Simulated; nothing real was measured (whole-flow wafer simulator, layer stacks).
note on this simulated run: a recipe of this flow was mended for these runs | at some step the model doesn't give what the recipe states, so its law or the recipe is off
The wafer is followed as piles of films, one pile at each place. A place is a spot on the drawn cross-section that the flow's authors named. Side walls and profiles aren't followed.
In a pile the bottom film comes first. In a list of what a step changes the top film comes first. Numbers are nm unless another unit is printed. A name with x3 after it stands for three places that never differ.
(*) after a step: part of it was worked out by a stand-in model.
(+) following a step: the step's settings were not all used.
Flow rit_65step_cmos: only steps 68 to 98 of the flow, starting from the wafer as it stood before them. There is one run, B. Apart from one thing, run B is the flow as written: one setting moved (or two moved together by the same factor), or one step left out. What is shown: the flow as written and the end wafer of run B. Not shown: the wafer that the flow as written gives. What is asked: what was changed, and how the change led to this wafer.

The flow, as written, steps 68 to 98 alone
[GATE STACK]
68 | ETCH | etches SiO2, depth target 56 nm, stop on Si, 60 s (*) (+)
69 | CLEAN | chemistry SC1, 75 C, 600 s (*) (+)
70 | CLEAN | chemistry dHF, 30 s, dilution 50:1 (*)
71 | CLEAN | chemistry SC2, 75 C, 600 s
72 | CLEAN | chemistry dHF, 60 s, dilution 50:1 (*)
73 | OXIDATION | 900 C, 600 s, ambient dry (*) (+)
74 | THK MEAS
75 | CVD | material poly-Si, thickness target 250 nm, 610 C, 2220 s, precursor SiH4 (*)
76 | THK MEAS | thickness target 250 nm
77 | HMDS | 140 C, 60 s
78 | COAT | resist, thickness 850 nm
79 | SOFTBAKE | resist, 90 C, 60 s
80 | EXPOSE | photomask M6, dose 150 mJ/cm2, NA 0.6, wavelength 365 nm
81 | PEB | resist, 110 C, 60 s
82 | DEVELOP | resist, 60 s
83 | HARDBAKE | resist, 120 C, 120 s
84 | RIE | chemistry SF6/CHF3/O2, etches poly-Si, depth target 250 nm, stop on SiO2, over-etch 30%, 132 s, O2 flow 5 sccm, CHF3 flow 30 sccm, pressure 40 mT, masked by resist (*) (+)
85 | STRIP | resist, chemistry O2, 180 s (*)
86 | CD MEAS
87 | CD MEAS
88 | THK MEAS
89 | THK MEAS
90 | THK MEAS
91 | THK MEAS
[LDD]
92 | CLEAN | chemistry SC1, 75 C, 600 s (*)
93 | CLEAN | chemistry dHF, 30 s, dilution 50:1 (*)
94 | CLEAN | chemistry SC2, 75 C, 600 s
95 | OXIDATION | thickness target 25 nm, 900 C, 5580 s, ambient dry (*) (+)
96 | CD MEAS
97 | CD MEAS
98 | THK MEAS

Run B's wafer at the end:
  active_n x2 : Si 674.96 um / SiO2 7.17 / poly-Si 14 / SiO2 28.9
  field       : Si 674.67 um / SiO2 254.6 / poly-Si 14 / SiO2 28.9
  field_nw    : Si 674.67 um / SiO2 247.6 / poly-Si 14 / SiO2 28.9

The reason: step 75, CVD: thickness target 356 nm was run, though the flow has thickness target 250 nm; step 75, CVD: 3164 s was run, where the flow has 2220 s.

How this came from the change, step by step:
  75 | CVD | material poly-Si, thickness target 250 nm, 610 C, 2220 s, precursor SiH4 (*)
      field, field_pw, field_nw and 11 more: poly-Si gains 356 (new film) (it would be, as written: poly-Si gains 250 (new film))
  84 | RIE | chemistry SF6/CHF3/O2, etches poly-Si, depth target 250 nm, stop on SiO2, over-etch 30%, 132 s, O2 flow 5 sccm, CHF3 flow 30 sccm, pressure 40 mT, masked by resist (*) (+)
      field, field_pw, field_nw and 9 more: poly-Si loses 325 (it would be, as written: poly-Si loses 250 (all of it), SiO2 loses 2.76)
  85 | STRIP | resist, chemistry O2, 180 s (*)
      field, field_pw, field_nw and 9 more: chemical SiO2 gains 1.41 (new film), poly-Si loses 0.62 (it would be, as written: nothing)
  92 | CLEAN | chemistry SC1, 75 C, 600 s (*)
      field, field_pw, field_nw and 9 more: chemical SiO2 loses 0.81, poly-Si loses 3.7 (it would be, as written: SiO2 loses 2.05)
  93 | CLEAN | chemistry dHF, 30 s, dilution 50:1 (*)
      active_n x2, spacer, spacer_p, sd_n, sd_p, contact, m1: chemical SiO2 loses 0.6 (all of it) (it would be, as written: SiO2 loses 2.36 (all of it))
      field, field_pw, field_nw, field_p: chemical SiO2 loses 0.6 (all of it) (it would be, as written: SiO2 loses 2.78)
  95 | OXIDATION | thickness target 25 nm, 900 C, 5580 s, ambient dry (*) (+)
      active_n x2, spacer, spacer_p, sd_n, sd_p, contact, m1: SiO2 gains 28.9 (new film), chemical SiO2 loses 0.4 (all of it), poly-Si loses 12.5 (it would be, as written: SiO2 gains 26.5 (new film), chemical SiO2 loses 0.4 (all of it), Si loses 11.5)
      field, field_pw: SiO2 gains 28.9 (new film), chemical SiO2 loses 0.4 (all of it), poly-Si loses 12.5 (it would be, as written: SiO2 gains 6.43, Si loses 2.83)
      (as well as at 2 more places)
